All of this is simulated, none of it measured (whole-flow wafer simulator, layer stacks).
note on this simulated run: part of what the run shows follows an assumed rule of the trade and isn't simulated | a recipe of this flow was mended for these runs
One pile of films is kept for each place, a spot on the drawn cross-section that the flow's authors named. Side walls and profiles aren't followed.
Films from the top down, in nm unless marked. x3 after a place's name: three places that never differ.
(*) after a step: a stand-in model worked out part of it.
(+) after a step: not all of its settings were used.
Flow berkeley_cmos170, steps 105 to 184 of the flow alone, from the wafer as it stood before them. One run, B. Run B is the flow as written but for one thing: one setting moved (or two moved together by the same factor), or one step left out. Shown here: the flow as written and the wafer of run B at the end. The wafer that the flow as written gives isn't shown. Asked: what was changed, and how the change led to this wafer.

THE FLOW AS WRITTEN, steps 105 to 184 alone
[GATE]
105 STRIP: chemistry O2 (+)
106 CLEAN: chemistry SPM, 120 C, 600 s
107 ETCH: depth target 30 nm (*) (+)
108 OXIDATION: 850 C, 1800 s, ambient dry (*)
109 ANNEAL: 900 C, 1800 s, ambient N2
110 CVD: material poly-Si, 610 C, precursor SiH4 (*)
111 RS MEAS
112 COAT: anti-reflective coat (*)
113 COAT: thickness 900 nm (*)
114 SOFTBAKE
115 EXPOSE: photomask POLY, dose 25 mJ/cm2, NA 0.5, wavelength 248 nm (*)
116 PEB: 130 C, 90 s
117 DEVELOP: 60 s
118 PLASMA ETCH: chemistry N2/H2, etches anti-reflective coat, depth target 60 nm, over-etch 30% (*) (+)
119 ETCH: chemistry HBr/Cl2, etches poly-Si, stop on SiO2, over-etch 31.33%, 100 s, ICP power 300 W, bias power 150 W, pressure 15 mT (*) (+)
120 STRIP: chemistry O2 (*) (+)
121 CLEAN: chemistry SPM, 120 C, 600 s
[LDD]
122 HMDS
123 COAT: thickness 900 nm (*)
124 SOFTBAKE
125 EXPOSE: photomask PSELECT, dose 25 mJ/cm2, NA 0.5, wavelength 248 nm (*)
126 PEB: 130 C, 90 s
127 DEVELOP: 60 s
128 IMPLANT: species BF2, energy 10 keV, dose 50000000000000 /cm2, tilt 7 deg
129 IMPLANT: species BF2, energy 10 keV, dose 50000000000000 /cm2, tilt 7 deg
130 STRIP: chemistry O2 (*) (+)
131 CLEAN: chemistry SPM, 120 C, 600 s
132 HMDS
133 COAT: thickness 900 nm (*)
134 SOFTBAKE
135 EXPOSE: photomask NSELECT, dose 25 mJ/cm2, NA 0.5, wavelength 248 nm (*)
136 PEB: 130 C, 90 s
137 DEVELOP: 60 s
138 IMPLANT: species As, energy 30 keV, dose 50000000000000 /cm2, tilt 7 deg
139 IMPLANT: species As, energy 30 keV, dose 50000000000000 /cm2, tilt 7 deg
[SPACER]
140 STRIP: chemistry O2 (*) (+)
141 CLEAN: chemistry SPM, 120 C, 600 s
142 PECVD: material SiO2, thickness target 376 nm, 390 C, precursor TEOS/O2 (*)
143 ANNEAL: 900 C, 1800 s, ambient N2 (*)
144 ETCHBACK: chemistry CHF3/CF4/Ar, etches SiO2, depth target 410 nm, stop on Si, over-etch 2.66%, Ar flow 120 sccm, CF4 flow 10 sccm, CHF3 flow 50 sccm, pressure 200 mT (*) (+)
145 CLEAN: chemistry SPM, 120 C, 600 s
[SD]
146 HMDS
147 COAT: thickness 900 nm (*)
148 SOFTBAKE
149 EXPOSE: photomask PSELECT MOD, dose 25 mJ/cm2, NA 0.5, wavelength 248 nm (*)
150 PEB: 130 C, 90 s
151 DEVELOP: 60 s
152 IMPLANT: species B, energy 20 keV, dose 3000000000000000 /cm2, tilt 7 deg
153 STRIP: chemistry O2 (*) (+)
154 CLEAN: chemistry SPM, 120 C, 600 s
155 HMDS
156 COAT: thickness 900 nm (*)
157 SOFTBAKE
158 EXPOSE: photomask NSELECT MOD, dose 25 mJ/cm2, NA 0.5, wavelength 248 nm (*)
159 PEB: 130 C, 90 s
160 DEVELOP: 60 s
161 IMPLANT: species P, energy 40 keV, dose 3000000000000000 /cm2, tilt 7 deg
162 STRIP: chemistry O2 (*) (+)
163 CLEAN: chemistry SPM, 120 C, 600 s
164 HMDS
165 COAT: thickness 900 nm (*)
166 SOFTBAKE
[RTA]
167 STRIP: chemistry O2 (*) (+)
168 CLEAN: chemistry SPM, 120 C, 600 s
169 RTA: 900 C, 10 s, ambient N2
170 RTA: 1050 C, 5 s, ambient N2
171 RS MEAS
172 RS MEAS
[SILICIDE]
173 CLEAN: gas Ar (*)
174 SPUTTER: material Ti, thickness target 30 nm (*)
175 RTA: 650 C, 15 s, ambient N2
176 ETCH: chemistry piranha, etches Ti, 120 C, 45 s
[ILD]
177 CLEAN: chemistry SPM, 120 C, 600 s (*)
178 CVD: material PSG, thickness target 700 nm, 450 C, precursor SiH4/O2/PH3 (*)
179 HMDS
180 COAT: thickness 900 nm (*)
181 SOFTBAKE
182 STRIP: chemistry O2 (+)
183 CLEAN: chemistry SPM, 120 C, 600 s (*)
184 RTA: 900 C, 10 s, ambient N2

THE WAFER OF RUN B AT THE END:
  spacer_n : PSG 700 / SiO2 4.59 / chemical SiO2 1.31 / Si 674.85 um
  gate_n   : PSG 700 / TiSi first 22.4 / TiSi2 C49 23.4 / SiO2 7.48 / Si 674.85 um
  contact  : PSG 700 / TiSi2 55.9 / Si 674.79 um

The cause: step 110, CVD: 542 C was run, where the flow has 610 C.

How the change led to this, step by step:
  110 CVD: material poly-Si, 610 C, precursor SiH4 (*)
      field, mark, sd_n and 10 more: poly-Si +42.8 (new film) (as written it would be: poly-Si +213.7 (new film))
  112 COAT: anti-reflective coat (*)
      field: anti-reflective coat +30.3 (new film) (as written it would be: anti-reflective coat +34.6 (new film))
      sd_n: anti-reflective coat +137 (new film) (as written it would be: anti-reflective coat +152.8 (new film))
      (and at 2 more places)
  118 PLASMA ETCH: chemistry N2/H2, etches anti-reflective coat, depth target 60 nm, over-etch 30% (*) (+)
      field: anti-reflective coat -30.3 (all of it), poly-Si -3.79 (as written it would be: anti-reflective coat -34.6 (all of it), poly-Si -4.21)
      mark: anti-reflective coat -60 (all of it), poly-Si -3.03 (as written it would be: anti-reflective coat -60 (all of it), poly-Si -3.55)
      (and at 8 more places)
  119 ETCH: chemistry HBr/Cl2, etches poly-Si, stop on SiO2, over-etch 31.33%, 100 s, ICP power 300 W, bias power 150 W, pressure 15 mT (*) (+)
      spacer_n, spacer_p: poly-Si -39.1 (all of it), SiO2 -7.48 (all of it) (as written it would be: poly-Si -209.5 (all of it), SiO2 -0.59)
      mark: poly-Si -39.8 (all of it), SiO2 -7.48 (all of it) (as written it would be: poly-Si -210.1 (all of it), SiO2 -0.59)
      (and at 8 more places)
  120 STRIP: chemistry O2 (*) (+)
      mark, sd_n, spacer_n and 7 more: chemical SiO2 +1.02 (new film), Si -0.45 (as written it would be: nothing)
      gate_n: chemical SiO2 +0.78 (new film), KrF-resist -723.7 (all of it), anti-reflective coat -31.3 (all of it), poly-Si -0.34 (as written it would be: chemical SiO2 +0.78 (new film), KrF-resist -732.8 (all of it), anti-reflective coat -29.4 (all of it), poly-Si -0.34)
  123 COAT: thickness 900 nm (*)
      spacer_n: KrF-resist +972.4 (new film) (as written it would be: KrF-resist +994.7 (new film))
      gate_n: KrF-resist +922.6 (new film) (as written it would be: KrF-resist +781.9 (new film))
      (and at 2 more places)
  127 DEVELOP: 60 s
      spacer_p: KrF-resist -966 (all of it) (as written it would be: KrF-resist -988 (all of it))
      gate_p: KrF-resist -915.6 (all of it) (as written it would be: KrF-resist -775.2 (all of it))
  130 STRIP: chemistry O2 (*) (+)
      spacer_n: KrF-resist -955.3 (all of it), chemical SiO2 +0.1 (as written it would be: KrF-resist -977.5 (all of it))
      gate_n: KrF-resist -905.6 (all of it), chemical SiO2 +0.17 (as written it would be: KrF-resist -765.2 (all of it), chemical SiO2 +0.17)
  133 COAT: thickness 900 nm (*)
      spacer_n: KrF-resist +972.4 (new film) (as written it would be: KrF-resist +995 (new film))
      gate_n: KrF-resist +922.5 (new film) (as written it would be: KrF-resist +782.2 (new film))
      (and at 2 more places)
  137 DEVELOP: 60 s
      spacer_n: KrF-resist -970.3 (all of it) (as written it would be: KrF-resist -992.7 (all of it))
      gate_n: KrF-resist -920.5 (all of it) (as written it would be: KrF-resist -780.5 (all of it))
  140 STRIP: chemistry O2 (*) (+)
      spacer_p: KrF-resist -951 (all of it), chemical SiO2 +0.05 (as written it would be: KrF-resist -973.4 (all of it))
      gate_p: KrF-resist -900.6 (all of it), chemical SiO2 +0.07 (as written it would be: KrF-resist -760.5 (all of it), chemical SiO2 +0.07)
  142 PECVD: material SiO2, thickness target 376 nm, 390 C, precursor TEOS/O2 (*)
      mark, sd_n, spacer_n and 7 more: SiO2 +376 (new film) (as written it would be: SiO2 +376)
  144 ETCHBACK: chemistry CHF3/CF4/Ar, etches SiO2, depth target 410 nm, stop on Si, over-etch 2.66%, Ar flow 120 sccm, CF4 flow 10 sccm, CHF3 flow 50 sccm, pressure 200 mT (*) (+)
      sd_n, sd_p, contact, m1, via1, m2, via2: SiO2 -359.1 (all of it), chemical SiO2 -1.31 (all of it), Si -3.55 (as written it would be: SiO2 -366 (all of it), Si -3.55)
      mark: SiO2 -359.1 (all of it), chemical SiO2 -1.19 (all of it), Si -3.55 (as written it would be: SiO2 -366 (all of it), Si -3.55)
      (and at 2 more places)
  147 COAT: thickness 900 nm (*)
      spacer_n: KrF-resist +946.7 (new film) (as written it would be: KrF-resist +821 (new film))
      gate_n: KrF-resist +911 (new film) (as written it would be: KrF-resist +788 (new film))
      (and at 3 more places)
  151 DEVELOP: 60 s
      sd_p: KrF-resist -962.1 (all of it) (as written it would be: KrF-resist -988.2 (all of it))
      spacer_p: KrF-resist -939.2 (all of it) (as written it would be: KrF-resist -813.2 (all of it))
      (and at 1 more place)
  153 STRIP: chemistry O2 (*) (+)
      spacer_n: KrF-resist -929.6 (all of it) (as written it would be: KrF-resist -804.3 (all of it))
      gate_n: KrF-resist -894 (all of it), chemical SiO2 +0.17, poly-Si -0.07 (as written it would be: KrF-resist -771.3 (all of it), chemical SiO2 +0.17, poly-Si -0.07)
  ... 9 more steps ...
  184 RTA: 900 C, 10 s, ambient N2
      gate_n, gate_p: nothing (as written it would be: under 1 film: TiSi2 +55.9 (new film), TiSi first -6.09 (all of it), TiSi2 C49 -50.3 (all of it), poly-Si -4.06)
